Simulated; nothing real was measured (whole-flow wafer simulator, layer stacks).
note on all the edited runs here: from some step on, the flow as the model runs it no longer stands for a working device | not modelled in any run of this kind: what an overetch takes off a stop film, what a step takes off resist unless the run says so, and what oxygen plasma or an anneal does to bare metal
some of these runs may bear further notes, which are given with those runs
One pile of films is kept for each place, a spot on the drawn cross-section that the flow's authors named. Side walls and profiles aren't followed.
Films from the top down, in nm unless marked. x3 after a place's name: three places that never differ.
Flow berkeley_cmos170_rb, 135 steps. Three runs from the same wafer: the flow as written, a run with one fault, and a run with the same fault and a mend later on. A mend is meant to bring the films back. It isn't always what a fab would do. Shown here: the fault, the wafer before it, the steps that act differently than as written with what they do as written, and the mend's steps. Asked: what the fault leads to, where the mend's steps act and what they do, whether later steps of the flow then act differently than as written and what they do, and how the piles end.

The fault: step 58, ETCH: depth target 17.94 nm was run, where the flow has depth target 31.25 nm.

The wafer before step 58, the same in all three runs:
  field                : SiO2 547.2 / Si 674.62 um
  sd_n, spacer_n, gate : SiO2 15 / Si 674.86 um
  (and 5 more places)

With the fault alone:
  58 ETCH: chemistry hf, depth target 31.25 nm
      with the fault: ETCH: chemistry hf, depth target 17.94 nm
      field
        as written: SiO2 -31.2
        with the fault: SiO2 -17.9
  Later steps of the flow that act differently than as written (30 more steps differ only slightly, by at most 2% or 0.5 nm, whichever is larger, and aren't shown):
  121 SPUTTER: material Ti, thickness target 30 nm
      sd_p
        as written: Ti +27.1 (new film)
        with the fault: Ti +25.4 (new film)
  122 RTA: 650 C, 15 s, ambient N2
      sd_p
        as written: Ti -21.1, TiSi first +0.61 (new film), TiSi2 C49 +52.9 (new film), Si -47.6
        with the fault: Ti -19.8, TiSi2 C49 +50.3 (new film), Si -44.9
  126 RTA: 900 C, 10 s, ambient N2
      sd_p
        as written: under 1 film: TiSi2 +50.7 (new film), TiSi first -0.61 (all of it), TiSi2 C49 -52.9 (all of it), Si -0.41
        with the fault: under 1 film: TiSi2 +47.4 (new film), TiSi2 C49 -50.3 (all of it)
  At the end the piles differ from the flow's by more than 2% or 0.5 nm, whichever is larger, at sd_p.
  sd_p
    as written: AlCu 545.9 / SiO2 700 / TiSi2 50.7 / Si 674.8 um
    with the fault: AlCu 541.4 / SiO2 700 / TiSi2 47.4 / Si 674.81 um

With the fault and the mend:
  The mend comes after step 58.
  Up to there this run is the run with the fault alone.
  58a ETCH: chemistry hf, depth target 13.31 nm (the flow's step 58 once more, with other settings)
      field
        SiO2 -13.3
  No later step of the flow acts differently than as written, at any place that is followed, by more than 2% or 0.5 nm, whichever is larger.
  At the end the piles are the same as the flow's at every place that both follow.
